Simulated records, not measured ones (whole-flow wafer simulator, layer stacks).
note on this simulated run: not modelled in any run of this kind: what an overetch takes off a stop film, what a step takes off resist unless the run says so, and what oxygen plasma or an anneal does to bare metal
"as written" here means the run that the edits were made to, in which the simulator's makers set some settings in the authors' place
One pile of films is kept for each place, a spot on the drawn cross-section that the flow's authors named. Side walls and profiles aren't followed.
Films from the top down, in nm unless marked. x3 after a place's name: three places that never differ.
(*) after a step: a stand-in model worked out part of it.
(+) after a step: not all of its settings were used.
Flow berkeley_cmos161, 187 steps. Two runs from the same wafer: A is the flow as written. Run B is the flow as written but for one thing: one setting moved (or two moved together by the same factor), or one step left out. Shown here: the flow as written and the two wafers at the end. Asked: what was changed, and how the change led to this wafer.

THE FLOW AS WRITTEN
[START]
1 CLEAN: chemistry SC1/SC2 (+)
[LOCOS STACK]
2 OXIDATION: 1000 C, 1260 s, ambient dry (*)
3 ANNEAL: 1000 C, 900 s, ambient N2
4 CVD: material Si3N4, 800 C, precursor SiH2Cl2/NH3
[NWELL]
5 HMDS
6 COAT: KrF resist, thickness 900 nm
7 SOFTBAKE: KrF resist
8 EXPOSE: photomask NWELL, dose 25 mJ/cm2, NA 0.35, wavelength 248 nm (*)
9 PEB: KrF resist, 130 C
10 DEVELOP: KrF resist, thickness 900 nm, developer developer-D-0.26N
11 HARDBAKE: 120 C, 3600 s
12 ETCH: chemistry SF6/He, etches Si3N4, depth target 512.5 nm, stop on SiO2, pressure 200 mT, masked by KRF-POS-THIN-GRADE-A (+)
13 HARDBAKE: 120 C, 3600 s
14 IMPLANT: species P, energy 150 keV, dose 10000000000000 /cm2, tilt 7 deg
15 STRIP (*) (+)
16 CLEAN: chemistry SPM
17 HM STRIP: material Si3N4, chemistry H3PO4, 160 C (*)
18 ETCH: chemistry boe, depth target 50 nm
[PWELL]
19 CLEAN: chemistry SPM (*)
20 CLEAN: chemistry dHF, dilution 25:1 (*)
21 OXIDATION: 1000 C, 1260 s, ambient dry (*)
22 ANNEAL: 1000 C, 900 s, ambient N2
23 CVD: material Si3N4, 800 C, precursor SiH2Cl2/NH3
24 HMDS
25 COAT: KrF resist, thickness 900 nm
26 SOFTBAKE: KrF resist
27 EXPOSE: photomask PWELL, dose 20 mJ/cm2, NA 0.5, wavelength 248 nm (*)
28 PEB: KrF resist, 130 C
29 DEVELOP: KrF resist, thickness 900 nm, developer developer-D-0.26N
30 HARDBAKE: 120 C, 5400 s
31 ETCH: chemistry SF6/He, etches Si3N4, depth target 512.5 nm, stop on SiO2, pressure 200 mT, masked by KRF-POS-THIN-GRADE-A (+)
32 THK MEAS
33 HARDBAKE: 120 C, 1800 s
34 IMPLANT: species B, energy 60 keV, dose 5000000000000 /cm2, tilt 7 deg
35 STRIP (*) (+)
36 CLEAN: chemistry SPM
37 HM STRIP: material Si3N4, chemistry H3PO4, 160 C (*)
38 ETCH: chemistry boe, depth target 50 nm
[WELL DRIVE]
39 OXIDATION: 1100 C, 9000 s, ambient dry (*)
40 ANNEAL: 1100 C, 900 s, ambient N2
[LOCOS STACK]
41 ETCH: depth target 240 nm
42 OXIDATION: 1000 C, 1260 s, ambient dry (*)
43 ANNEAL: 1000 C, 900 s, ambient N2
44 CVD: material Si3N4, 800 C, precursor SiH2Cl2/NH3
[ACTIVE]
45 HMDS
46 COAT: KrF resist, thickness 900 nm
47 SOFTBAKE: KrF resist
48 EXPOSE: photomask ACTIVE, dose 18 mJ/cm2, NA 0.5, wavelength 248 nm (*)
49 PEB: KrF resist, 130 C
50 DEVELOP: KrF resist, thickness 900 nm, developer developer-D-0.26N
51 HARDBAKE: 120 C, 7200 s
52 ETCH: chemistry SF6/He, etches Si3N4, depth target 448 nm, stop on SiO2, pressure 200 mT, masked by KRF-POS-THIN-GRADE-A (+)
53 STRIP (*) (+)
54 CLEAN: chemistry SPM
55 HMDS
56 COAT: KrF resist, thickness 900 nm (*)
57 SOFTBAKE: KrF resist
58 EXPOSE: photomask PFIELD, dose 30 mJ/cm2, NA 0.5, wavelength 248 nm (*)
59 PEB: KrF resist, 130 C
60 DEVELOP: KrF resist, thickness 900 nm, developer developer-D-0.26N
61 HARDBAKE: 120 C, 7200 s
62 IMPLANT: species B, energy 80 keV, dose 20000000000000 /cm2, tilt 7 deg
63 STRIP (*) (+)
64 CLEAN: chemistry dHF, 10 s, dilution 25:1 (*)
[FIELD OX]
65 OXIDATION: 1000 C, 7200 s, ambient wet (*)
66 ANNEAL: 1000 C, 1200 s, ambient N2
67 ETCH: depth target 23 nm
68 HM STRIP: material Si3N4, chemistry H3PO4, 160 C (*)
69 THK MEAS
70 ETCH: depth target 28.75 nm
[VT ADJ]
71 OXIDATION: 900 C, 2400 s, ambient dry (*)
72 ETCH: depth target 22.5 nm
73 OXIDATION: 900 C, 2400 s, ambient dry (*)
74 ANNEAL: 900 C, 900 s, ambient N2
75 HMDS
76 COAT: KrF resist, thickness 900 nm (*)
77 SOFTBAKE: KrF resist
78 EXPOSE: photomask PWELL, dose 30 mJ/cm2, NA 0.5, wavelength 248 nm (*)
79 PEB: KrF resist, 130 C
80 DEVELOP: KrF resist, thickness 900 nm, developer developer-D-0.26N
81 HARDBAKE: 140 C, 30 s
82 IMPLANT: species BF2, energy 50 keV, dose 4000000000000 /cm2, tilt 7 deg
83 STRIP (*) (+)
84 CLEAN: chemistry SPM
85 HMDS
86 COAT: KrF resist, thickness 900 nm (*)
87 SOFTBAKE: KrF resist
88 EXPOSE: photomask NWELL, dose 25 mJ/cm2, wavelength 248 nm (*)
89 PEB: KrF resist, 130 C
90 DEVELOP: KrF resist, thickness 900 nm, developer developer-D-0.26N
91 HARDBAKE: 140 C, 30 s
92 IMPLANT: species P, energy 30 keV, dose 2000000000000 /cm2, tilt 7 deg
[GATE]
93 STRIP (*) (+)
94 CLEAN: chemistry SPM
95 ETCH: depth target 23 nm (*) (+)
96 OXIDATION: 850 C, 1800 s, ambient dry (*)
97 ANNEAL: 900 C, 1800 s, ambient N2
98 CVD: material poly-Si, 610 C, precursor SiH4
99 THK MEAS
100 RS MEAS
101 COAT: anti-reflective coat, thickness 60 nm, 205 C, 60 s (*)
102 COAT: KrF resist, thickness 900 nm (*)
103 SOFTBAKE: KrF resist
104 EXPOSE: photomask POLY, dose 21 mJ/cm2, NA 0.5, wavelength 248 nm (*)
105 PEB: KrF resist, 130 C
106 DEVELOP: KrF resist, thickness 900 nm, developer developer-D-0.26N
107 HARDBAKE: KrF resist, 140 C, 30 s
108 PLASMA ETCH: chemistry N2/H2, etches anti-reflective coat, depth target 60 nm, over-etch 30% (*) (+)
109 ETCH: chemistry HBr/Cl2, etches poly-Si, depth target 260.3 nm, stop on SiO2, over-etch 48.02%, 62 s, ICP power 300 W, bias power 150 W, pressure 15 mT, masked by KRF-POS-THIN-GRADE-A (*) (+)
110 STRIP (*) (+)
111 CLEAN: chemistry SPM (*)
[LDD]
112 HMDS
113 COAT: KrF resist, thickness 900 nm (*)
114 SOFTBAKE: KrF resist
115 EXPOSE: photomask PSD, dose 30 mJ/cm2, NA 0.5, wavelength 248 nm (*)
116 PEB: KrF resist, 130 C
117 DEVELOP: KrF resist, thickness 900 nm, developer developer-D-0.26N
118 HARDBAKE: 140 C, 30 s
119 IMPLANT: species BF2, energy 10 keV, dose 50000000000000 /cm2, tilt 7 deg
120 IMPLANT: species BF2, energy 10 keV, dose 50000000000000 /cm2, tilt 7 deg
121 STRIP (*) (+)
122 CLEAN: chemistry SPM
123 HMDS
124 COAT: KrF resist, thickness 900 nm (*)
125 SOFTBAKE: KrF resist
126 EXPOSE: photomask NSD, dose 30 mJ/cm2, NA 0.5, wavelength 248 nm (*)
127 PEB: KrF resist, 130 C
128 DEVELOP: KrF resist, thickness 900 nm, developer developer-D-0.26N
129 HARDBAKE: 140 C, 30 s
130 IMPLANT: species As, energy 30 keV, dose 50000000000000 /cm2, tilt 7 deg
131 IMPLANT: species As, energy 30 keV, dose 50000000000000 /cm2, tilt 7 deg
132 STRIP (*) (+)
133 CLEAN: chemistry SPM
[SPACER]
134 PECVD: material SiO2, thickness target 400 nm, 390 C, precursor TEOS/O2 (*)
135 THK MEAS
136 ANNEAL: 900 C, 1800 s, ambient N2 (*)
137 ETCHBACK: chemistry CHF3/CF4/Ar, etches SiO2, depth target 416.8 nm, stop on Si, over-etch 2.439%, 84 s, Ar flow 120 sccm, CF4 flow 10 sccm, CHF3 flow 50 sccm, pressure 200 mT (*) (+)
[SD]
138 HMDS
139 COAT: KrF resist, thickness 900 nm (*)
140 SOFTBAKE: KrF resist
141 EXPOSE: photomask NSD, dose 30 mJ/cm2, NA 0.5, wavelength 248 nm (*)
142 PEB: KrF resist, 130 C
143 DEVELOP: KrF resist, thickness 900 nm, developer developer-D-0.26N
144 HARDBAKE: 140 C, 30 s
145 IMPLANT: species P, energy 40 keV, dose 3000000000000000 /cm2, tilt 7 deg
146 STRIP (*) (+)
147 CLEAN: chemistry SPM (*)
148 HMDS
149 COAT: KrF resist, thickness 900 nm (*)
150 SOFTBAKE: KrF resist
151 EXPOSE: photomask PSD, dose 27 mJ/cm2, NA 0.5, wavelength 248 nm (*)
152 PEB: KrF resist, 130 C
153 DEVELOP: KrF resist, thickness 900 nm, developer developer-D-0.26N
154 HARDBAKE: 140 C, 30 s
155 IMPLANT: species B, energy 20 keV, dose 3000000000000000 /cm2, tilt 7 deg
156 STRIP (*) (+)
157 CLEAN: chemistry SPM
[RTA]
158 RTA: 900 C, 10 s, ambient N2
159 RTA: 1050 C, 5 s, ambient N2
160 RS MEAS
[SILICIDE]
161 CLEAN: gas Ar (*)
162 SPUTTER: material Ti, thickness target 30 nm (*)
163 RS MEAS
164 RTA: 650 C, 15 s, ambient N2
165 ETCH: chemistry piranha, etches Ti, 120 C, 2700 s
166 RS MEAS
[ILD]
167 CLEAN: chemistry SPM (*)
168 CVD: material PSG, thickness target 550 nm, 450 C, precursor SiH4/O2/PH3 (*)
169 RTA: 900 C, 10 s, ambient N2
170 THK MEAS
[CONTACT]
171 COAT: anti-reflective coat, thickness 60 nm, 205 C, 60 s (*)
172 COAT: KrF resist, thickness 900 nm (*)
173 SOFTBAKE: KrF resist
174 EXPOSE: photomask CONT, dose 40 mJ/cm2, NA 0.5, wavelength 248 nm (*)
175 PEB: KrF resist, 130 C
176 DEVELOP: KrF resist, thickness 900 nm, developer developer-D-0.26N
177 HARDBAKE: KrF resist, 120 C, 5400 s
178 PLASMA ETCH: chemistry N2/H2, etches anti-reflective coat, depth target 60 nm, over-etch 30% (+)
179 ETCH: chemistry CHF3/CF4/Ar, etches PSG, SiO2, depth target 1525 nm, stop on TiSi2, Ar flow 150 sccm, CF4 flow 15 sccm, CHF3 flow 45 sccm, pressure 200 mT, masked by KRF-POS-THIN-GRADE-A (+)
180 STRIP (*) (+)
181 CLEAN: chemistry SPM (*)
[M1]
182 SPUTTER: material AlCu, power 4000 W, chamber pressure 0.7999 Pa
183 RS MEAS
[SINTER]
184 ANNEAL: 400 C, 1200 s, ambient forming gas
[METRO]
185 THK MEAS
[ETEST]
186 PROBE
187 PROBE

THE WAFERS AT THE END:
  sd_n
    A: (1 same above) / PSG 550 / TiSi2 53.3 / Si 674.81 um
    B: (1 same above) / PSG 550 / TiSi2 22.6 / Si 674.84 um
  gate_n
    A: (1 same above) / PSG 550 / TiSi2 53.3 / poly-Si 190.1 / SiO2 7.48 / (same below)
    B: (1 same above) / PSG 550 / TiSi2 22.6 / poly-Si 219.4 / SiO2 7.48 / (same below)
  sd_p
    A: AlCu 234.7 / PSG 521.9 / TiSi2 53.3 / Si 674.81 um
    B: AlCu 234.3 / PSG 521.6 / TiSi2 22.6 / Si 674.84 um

The cause: step 164, RTA: 585 C was run, where the flow has 650 C.

How the change led to this, step by step:
  164 RTA: 650 C, 15 s, ambient N2
      sd_n, sd_p, contact, m1: A Ti -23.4, TiSi first +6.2 (new film), TiSi2 C49 +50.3 (new film), Si -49 | B Ti -10.6, TiSi first +15.6 (new film), TiSi2 C49 +3.68 (new film), Si -13.6
      gate_n, gate_p: A Ti -23.4, TiSi first +6.2 (new film), TiSi2 C49 +50.3 (new film), poly-Si -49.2 | B Ti -10.6, TiSi first +15.6 (new film), TiSi2 C49 +3.68 (new film), poly-Si -13.7
  165 ETCH: chemistry piranha, etches Ti, 120 C, 2700 s
      sd_n, gate_n, sd_p, gate_p, contact, m1: A Ti -6.6 (all of it), TiSi first -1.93 | B Ti -19.4 (all of it), TiSi first -1.93
  169 RTA: 900 C, 10 s, ambient N2
      sd_n, sd_p, contact, m1: A under 1 film: TiSi2 +53.3 (new film), TiSi first -4.27 (all of it), TiSi2 C49 -50.3 (all of it), Si -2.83 | B under 1 film: TiSi2 +22.6 (new film), TiSi first -13.7 (all of it), TiSi2 C49 -3.68 (all of it), Si -9.07
      gate_n, gate_p: A under 1 film: TiSi2 +53.3 (new film), TiSi first -4.27 (all of it), TiSi2 C49 -50.3 (all of it), poly-Si -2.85 | B under 1 film: TiSi2 +22.6 (new film), TiSi first -13.7 (all of it), TiSi2 C49 -3.68 (all of it), poly-Si -9.11
